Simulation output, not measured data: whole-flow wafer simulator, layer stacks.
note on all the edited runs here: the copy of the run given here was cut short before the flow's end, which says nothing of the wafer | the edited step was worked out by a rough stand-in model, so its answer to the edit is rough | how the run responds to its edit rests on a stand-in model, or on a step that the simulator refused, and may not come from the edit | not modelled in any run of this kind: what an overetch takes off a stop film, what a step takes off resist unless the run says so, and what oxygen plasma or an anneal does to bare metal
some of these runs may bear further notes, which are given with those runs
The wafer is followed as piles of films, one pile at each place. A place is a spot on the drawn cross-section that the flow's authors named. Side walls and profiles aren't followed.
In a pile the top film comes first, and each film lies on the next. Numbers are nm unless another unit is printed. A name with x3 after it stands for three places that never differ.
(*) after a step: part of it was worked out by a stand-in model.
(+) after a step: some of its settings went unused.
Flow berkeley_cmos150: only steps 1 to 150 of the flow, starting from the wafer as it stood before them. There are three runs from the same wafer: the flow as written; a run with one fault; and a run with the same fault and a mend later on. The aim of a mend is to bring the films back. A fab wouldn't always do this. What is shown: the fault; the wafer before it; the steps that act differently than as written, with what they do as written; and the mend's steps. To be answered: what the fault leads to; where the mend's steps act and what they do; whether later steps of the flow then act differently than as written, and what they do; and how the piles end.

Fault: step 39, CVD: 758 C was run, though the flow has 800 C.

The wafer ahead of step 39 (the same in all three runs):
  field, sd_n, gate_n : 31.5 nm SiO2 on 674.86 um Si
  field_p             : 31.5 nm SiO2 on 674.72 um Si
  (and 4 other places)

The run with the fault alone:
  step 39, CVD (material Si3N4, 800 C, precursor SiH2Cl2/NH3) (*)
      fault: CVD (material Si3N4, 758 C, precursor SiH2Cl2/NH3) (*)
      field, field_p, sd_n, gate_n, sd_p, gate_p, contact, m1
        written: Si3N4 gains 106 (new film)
        fault: Si3N4 gains 61.7 (new film)
  Steps further on in the flow that do not act as written (32 more steps, not shown, differ only slightly: by at most 2% or 0.5 nm, whichever is larger):
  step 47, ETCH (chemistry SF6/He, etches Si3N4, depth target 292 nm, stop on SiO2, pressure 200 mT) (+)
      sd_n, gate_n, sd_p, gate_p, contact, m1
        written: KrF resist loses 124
        fault: KrF resist loses 75.7
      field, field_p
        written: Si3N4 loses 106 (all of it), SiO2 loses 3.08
        fault: Si3N4 loses 61.7 (all of it), SiO2 loses 3.08
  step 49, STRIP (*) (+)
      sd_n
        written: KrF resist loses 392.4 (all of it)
        fault: KrF resist loses 440.6 (all of it)
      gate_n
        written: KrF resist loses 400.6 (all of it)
        fault: KrF resist loses 448.9 (all of it)
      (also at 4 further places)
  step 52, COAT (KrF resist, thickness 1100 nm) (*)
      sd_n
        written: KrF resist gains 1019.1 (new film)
        fault: KrF resist gains 1044.6 (new film)
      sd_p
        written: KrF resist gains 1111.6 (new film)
        fault: KrF resist gains 1134.4 (new film)
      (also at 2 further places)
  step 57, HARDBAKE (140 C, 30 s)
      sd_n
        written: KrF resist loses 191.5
        fault: KrF resist loses 196.2
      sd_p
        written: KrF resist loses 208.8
        fault: KrF resist loses 213.1
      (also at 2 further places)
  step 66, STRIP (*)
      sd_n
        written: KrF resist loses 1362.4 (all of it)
        fault: KrF resist loses 1394.5 (all of it)
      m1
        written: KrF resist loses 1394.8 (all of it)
        fault: KrF resist loses 1426.1 (all of it)
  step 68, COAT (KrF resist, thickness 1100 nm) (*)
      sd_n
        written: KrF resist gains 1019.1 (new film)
        fault: KrF resist gains 1044.6 (new film)
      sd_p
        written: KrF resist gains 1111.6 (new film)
        fault: KrF resist gains 1134.4 (new film)
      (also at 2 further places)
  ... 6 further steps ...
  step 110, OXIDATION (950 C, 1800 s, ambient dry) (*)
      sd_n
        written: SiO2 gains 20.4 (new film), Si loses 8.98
        fault: SiO2 gains 12.4, Si loses 5.47
  By the end, the piles at sd_n depart from the flow's by more than 2% or 0.5 nm, whichever is larger.
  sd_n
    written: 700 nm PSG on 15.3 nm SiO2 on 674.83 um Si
    fault: 700 nm PSG on 30.7 nm SiO2 on 674.82 um Si

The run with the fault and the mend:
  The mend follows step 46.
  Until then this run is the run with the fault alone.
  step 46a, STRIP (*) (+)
      sd_n
        KrF resist loses 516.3 (all of it)
      gate_n
        KrF resist loses 524.6 (all of it)
      sd_p
        KrF resist loses 566.8 (all of it)
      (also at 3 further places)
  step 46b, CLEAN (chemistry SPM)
      does not change any film at any place that is followed
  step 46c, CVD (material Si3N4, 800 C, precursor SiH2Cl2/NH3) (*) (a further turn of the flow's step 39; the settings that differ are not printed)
      field, field_p, sd_n, gate_n, sd_p, gate_p, contact, m1
        Si3N4 gains 44.4
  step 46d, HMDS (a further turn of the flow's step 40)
      does not change any film at any place that is followed
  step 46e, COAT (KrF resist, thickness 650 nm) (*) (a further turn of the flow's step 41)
      field
        KrF resist gains 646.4 (new film)
      field_p
        KrF resist gains 715.2 (new film)
      sd_n
        KrF resist gains 633.7 (new film)
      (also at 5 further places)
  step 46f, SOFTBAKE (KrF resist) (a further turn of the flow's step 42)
      does not change any film at any place that is followed
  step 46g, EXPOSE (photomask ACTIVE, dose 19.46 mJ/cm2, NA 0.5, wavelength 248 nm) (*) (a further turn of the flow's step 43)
      does not change any film at any place that is followed
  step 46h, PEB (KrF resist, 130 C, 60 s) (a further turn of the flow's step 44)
      gate_n, contact, m1
        KrF resist loses 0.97
      field
        KrF resist loses 0.98
      field_p
        KrF resist loses 1.1
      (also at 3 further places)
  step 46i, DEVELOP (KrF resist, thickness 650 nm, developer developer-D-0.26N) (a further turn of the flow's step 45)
      sd_n, gate_n, sd_p, gate_p, contact, m1
        KrF resist loses 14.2
      field
        KrF resist loses 645.4 (all of it)
      field_p
        KrF resist loses 714.1 (all of it)
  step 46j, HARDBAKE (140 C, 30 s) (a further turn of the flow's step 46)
      sd_n
        KrF resist loses 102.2
      gate_n
        KrF resist loses 103.8
      sd_p
        KrF resist loses 112.2
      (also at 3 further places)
  Every later step of the flow that is run acts as written at every place that is followed.
  By the end, the piles equal the flow's at every place that both follow.
